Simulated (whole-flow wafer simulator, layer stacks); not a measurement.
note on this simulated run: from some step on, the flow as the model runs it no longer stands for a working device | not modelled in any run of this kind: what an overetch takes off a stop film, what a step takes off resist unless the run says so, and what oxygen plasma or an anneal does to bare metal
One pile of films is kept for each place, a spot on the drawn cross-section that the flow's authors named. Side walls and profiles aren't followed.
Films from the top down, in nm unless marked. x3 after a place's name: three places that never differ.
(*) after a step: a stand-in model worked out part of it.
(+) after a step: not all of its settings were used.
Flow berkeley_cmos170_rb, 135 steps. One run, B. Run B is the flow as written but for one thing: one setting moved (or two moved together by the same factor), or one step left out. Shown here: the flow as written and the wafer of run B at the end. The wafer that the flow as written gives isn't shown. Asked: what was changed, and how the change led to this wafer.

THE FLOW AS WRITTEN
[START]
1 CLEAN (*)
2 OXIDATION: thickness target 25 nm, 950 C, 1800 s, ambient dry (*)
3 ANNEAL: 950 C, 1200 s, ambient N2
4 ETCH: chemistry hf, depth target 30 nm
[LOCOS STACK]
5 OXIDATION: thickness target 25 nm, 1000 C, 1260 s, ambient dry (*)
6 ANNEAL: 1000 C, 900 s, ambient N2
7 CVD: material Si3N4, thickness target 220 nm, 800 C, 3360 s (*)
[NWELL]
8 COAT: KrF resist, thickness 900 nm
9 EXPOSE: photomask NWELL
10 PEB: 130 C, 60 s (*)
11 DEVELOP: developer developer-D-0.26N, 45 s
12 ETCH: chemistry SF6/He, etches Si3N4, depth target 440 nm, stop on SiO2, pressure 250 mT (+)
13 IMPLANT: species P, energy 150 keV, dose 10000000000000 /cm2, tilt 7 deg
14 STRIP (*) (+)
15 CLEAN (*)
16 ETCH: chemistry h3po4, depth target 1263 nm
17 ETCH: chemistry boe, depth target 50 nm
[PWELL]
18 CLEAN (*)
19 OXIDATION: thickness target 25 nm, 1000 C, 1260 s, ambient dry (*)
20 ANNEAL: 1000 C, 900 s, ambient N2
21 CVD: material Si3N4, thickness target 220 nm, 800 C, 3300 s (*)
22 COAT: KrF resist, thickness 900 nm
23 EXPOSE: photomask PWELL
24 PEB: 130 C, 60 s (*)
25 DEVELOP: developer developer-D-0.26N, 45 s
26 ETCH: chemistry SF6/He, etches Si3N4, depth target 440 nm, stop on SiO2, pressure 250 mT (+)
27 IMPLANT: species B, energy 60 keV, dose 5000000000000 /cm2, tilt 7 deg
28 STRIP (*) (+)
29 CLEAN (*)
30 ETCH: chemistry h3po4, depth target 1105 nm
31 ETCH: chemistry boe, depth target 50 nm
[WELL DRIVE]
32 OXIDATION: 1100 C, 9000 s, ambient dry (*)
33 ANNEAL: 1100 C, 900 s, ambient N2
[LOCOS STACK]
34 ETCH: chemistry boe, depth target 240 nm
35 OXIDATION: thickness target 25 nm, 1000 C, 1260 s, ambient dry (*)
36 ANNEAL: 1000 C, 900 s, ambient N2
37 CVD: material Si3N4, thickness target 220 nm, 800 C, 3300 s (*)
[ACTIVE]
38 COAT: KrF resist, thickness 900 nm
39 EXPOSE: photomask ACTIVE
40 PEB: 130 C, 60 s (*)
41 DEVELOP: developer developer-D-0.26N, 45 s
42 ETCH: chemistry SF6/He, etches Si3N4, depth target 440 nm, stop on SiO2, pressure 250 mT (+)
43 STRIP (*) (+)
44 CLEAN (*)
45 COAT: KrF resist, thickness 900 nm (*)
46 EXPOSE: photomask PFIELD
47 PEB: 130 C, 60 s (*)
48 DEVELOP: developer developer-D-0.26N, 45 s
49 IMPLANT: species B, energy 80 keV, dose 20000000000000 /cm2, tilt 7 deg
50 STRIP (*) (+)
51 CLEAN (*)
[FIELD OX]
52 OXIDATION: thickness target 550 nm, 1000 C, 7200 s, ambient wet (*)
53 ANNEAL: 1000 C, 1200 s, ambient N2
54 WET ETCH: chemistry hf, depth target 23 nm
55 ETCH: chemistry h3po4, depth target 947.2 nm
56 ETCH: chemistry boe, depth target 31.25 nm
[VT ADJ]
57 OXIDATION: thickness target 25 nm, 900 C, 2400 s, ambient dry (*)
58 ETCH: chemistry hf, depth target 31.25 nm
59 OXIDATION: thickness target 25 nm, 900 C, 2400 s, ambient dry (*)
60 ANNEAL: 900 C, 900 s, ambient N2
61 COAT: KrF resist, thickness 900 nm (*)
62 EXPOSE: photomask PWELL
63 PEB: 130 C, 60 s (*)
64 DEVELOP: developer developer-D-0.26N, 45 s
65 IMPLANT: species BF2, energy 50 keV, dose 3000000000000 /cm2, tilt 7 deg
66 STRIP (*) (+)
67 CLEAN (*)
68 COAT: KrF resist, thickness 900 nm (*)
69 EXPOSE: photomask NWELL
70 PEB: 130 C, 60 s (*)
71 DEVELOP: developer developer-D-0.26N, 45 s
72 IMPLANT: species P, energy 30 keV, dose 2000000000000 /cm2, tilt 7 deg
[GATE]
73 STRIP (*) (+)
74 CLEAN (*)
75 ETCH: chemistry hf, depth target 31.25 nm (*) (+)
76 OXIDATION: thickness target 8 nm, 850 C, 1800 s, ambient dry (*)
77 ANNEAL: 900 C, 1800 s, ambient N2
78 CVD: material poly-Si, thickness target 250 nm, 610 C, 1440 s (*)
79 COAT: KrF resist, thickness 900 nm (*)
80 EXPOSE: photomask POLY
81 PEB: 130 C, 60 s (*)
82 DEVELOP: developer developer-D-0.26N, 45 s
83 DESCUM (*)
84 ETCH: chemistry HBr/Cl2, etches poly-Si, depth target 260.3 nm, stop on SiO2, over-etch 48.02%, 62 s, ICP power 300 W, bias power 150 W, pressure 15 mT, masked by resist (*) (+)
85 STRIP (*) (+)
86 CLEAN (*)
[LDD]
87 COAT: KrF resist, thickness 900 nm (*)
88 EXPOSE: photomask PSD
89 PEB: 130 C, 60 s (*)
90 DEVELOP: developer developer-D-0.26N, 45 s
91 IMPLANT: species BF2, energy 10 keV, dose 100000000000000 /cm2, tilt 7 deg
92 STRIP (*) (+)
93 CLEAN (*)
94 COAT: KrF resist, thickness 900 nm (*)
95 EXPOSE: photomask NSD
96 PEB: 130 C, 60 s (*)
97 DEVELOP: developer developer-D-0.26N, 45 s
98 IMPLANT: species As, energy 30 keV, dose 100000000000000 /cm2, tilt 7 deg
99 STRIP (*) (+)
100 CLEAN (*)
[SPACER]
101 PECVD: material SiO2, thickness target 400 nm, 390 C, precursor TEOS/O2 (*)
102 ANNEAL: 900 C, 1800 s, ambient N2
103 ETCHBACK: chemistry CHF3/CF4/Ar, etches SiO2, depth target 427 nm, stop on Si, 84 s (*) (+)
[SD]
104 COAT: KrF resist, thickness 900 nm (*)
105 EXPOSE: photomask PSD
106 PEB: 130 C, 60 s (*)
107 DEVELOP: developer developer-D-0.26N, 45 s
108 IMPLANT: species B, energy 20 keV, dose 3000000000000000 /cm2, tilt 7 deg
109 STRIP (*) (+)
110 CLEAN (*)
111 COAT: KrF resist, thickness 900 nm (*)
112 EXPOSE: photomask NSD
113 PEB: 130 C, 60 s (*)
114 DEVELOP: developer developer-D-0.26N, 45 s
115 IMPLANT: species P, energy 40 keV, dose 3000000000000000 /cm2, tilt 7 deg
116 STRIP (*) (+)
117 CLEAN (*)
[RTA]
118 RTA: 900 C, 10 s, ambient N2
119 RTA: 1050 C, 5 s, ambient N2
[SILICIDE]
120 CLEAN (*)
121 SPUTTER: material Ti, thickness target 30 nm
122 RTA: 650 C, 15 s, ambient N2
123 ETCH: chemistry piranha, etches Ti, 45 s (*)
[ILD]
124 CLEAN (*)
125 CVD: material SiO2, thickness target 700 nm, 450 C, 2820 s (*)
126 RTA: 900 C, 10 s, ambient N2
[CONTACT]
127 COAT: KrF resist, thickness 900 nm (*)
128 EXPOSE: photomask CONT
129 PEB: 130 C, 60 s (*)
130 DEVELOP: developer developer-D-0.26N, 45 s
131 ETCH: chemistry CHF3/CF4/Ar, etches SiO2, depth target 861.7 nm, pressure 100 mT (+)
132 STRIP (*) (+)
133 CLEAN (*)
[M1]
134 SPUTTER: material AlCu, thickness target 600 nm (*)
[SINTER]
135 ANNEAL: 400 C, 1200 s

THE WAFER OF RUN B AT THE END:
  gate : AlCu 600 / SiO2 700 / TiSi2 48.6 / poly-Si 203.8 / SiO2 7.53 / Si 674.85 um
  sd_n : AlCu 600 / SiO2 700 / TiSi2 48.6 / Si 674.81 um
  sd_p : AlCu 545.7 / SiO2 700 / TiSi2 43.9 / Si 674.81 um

The cause: step 121, SPUTTER: thickness target 26 nm was run, where the flow has thickness target 30 nm.

How the change led to this, step by step:
  121 SPUTTER: material Ti, thickness target 30 nm
      field, sd_n, spacer_n, gate, spacer_p, gate_p, contact, m1: Ti +26 (new film) (as written it would be: Ti +30 (new film))
      sd_p: Ti +23.5 (new film) (as written it would be: Ti +27.1 (new film))
  122 RTA: 650 C, 15 s, ambient N2
      sd_n, contact, m1: Ti -20.3, TiSi2 C49 +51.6 (new film), Si -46 (as written it would be: Ti -23.4, TiSi first +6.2 (new film), TiSi2 C49 +50.3 (new film), Si -49)
      gate, gate_p: Ti -20.3, TiSi2 C49 +51.6 (new film), poly-Si -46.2 (as written it would be: Ti -23.4, TiSi first +6.2 (new film), TiSi2 C49 +50.3 (new film), poly-Si -49.2)
      (and at 1 more place)
  123 ETCH: chemistry piranha, etches Ti, 45 s (*)
      sd_n, gate, gate_p, contact, m1: Ti -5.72 (all of it) (as written it would be: Ti -6.6 (all of it))
      field, spacer_n, spacer_p: Ti -26 (all of it) (as written it would be: Ti -30 (all of it))
      (and at 1 more place)
  126 RTA: 900 C, 10 s, ambient N2
      sd_n, contact, m1: under 1 film: TiSi2 +48.6 (new film), TiSi2 C49 -51.6 (all of it) (as written it would be: under 1 film: TiSi2 +56 (new film), TiSi first -6.2 (all of it), TiSi2 C49 -50.3 (all of it), Si -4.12)
      gate, gate_p: under 1 film: TiSi2 +48.6 (new film), TiSi2 C49 -51.6 (all of it) (as written it would be: under 1 film: TiSi2 +56 (new film), TiSi first -6.2 (all of it), TiSi2 C49 -50.3 (all of it), poly-Si -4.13)
      (and at 1 more place)
